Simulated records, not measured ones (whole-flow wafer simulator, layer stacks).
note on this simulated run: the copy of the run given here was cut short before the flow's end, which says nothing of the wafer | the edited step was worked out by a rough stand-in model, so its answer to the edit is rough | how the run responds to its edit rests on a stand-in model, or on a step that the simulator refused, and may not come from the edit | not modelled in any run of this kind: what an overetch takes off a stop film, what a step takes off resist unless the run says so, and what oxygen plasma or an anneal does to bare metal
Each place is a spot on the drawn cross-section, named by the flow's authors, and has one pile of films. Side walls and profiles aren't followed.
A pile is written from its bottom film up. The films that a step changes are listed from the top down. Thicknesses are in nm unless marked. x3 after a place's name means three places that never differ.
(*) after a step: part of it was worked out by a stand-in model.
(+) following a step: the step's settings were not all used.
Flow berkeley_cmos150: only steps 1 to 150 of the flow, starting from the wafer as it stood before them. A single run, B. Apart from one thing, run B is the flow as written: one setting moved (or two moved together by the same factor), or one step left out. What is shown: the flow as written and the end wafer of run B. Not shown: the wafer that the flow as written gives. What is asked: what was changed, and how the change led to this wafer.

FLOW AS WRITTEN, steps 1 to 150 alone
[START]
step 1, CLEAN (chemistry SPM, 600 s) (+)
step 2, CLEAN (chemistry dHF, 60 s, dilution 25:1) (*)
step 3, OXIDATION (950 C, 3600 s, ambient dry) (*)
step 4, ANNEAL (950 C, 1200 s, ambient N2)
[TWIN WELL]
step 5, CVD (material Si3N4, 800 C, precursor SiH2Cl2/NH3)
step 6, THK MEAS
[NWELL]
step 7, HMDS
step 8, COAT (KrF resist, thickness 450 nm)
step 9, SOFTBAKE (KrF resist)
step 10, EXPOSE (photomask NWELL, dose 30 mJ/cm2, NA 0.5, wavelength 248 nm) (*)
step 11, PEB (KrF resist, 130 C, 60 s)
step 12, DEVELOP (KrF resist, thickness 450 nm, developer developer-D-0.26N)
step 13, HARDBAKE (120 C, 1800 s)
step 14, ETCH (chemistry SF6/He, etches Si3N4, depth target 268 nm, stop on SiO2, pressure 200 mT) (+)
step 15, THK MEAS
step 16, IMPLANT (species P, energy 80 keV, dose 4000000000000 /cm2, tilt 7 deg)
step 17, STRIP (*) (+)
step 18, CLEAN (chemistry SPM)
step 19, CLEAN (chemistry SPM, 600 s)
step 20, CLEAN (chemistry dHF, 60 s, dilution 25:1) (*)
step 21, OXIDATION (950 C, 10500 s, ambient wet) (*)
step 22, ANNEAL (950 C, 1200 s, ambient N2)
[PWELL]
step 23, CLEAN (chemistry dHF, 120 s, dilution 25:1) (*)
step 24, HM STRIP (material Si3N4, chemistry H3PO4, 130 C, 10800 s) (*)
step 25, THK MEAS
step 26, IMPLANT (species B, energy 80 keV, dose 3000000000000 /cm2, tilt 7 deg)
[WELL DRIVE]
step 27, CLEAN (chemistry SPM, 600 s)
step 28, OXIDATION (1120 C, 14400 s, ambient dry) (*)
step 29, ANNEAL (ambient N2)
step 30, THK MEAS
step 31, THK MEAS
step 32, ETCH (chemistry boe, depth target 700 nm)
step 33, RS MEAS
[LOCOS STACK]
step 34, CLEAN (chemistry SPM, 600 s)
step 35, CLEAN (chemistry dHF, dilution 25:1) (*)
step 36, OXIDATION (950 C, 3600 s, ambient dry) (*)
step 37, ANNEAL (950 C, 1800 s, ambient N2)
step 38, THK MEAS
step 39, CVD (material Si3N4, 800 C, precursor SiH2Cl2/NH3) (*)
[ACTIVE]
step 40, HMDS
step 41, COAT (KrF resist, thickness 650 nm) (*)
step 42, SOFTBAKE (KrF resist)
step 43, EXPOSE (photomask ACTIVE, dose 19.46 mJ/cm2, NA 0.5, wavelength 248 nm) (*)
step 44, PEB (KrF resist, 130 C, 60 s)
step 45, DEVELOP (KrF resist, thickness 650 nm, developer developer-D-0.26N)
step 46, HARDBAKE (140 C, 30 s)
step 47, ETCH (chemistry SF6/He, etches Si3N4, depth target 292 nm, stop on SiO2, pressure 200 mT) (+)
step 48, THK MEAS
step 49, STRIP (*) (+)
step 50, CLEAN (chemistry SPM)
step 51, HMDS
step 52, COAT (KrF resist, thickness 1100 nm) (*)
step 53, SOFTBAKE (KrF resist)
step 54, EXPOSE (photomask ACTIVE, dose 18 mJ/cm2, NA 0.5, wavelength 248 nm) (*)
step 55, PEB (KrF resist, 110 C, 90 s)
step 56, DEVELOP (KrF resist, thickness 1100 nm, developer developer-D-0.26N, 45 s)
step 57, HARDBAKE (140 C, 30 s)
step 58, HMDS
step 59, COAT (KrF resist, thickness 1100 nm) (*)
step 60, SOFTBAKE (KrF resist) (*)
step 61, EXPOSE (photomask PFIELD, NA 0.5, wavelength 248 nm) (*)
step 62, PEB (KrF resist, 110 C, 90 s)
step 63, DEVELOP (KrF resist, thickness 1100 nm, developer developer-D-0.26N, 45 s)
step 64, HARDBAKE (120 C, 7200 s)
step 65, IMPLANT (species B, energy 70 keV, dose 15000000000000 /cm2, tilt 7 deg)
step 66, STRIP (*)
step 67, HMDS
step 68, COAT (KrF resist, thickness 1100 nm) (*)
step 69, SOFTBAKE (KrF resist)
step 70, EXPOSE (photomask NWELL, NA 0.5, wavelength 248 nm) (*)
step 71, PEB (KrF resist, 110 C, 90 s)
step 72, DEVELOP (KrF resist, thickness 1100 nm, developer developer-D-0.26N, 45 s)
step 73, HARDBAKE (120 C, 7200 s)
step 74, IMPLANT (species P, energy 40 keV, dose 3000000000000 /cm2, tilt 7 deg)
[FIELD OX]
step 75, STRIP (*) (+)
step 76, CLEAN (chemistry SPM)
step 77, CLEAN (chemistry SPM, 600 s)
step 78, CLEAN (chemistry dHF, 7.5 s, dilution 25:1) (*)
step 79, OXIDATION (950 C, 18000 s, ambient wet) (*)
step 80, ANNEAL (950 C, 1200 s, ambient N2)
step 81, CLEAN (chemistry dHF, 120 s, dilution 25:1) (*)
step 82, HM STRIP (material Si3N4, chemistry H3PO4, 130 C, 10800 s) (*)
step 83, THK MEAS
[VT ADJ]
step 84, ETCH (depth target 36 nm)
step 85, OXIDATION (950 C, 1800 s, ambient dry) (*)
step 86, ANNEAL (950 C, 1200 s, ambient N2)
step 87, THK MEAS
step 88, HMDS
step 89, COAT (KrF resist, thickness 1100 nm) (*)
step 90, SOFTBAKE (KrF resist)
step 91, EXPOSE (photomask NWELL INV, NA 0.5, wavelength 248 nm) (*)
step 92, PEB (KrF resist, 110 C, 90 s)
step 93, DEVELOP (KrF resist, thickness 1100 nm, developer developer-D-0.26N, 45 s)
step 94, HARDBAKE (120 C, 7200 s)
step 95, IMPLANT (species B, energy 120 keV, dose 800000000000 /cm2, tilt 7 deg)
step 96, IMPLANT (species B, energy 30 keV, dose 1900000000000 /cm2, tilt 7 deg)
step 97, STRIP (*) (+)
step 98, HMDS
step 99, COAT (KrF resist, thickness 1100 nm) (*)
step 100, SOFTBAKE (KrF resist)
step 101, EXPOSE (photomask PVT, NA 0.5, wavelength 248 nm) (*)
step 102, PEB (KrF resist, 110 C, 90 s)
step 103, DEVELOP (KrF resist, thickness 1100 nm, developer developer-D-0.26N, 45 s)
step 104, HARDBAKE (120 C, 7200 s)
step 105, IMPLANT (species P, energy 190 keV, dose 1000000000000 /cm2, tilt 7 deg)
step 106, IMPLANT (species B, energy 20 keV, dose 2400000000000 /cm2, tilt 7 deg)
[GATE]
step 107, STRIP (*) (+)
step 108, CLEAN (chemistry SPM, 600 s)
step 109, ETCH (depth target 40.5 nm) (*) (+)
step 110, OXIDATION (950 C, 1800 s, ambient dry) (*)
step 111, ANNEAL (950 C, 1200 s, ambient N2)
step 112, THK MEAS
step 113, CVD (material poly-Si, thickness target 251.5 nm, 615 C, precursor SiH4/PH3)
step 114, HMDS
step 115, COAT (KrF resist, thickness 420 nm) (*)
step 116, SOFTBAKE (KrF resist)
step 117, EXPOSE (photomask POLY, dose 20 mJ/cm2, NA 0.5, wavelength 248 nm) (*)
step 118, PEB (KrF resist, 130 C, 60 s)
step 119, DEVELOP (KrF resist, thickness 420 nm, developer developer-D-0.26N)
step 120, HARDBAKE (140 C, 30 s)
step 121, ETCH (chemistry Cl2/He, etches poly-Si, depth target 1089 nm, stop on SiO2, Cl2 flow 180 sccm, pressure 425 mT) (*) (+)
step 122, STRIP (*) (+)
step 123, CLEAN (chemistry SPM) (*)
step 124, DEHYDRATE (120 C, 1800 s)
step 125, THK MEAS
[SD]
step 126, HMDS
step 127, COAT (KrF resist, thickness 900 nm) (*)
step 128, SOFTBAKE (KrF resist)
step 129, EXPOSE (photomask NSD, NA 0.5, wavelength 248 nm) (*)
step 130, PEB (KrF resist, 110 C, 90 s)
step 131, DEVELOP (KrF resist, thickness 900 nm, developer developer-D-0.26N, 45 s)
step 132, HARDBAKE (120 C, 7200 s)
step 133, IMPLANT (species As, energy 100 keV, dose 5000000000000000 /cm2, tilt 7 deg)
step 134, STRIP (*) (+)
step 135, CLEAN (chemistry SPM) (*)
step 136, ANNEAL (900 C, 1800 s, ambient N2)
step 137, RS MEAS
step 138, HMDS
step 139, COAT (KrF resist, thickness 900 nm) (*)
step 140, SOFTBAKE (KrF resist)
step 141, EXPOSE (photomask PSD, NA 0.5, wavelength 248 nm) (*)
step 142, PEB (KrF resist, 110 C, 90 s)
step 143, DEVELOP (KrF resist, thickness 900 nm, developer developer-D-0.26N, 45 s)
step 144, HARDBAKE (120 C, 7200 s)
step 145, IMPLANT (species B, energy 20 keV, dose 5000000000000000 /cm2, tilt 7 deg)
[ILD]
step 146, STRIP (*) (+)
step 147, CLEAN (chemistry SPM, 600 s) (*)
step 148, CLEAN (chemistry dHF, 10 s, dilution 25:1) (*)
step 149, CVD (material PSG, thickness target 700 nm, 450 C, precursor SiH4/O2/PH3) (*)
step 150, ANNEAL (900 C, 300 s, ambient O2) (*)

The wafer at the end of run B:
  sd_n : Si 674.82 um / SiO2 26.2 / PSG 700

The reason: step 39, CVD: 766 C was run, though the flow has 800 C.

How this came from the change, step by step:
  step 39, CVD (material Si3N4, 800 C, precursor SiH2Cl2/NH3) (*)
      field, field_p, sd_n, gate_n, sd_p, gate_p, contact, m1: Si3N4 gains 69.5 (new film) (in the flow as written it would be: Si3N4 gains 106 (new film))
  step 47, ETCH (chemistry SF6/He, etches Si3N4, depth target 292 nm, stop on SiO2, pressure 200 mT) (+)
      sd_n, gate_n, sd_p, gate_p, contact, m1: KrF resist loses 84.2 (in the flow as written it would be: KrF resist loses 124)
      field, field_p: Si3N4 loses 69.5 (all of it), SiO2 loses 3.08 (in the flow as written it would be: Si3N4 loses 106 (all of it), SiO2 loses 3.08)
  step 49, STRIP (*) (+)
      sd_n: KrF resist loses 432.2 (all of it) (in the flow as written it would be: KrF resist loses 392.4 (all of it))
      gate_n: KrF resist loses 440.4 (all of it) (in the flow as written it would be: KrF resist loses 400.6 (all of it))
      (as well as at 4 more places)
  step 52, COAT (KrF resist, thickness 1100 nm) (*)
      sd_n: KrF resist gains 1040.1 (new film) (in the flow as written it would be: KrF resist gains 1019.1 (new film))
  step 57, HARDBAKE (140 C, 30 s)
      m1: KrF resist loses 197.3 (in the flow as written it would be: KrF resist loses 193.3)
  step 68, COAT (KrF resist, thickness 1100 nm) (*)
      sd_n: KrF resist gains 1040.1 (new film) (in the flow as written it would be: KrF resist gains 1019.1 (new film))
  step 75, STRIP (*) (+)
      sd_n: KrF resist loses 1003.1 (all of it) (in the flow as written it would be: KrF resist loses 982.6 (all of it))
      m1: KrF resist loses 1012.8 (all of it) (in the flow as written it would be: KrF resist loses 992.3 (all of it))
  step 79, OXIDATION (950 C, 18000 s, ambient wet) (*)
      sd_n: SiO2 gains 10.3 (new film), Si3N4 loses 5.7, SiO2 gains 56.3, Si loses 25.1 (in the flow as written it would be: SiO2 gains 10.3 (new film), Si3N4 loses 5.7, SiO2 gains 34.7, Si loses 15.4)
  step 82, HM STRIP (material Si3N4, chemistry H3PO4, 130 C, 10800 s) (*)
      sd_n, gate_n, contact, m1: Si3N4 loses 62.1 (all of it), SiO2 loses 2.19 (in the flow as written it would be: Si3N4 loses 98.7 (all of it), SiO2 loses 1.88)
      sd_p, gate_p: Si3N4 loses 62 (all of it), SiO2 loses 2.19 (in the flow as written it would be: Si3N4 loses 98.6 (all of it), SiO2 loses 1.88)
  step 85, OXIDATION (950 C, 1800 s, ambient dry) (*)
      sd_n: SiO2 gains 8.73, Si loses 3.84 (in the flow as written it would be: SiO2 gains 12.2, Si loses 5.35)
  step 109, ETCH (depth target 40.5 nm) (*) (+)
      sd_n: SiO2 loses 40.5 (in the flow as written it would be: SiO2 loses 40.4 (all of it))
  step 110, OXIDATION (950 C, 1800 s, ambient dry) (*)
      sd_n: SiO2 gains 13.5, Si loses 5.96 (in the flow as written it would be: SiO2 gains 20.4 (new film), Si loses 8.98)
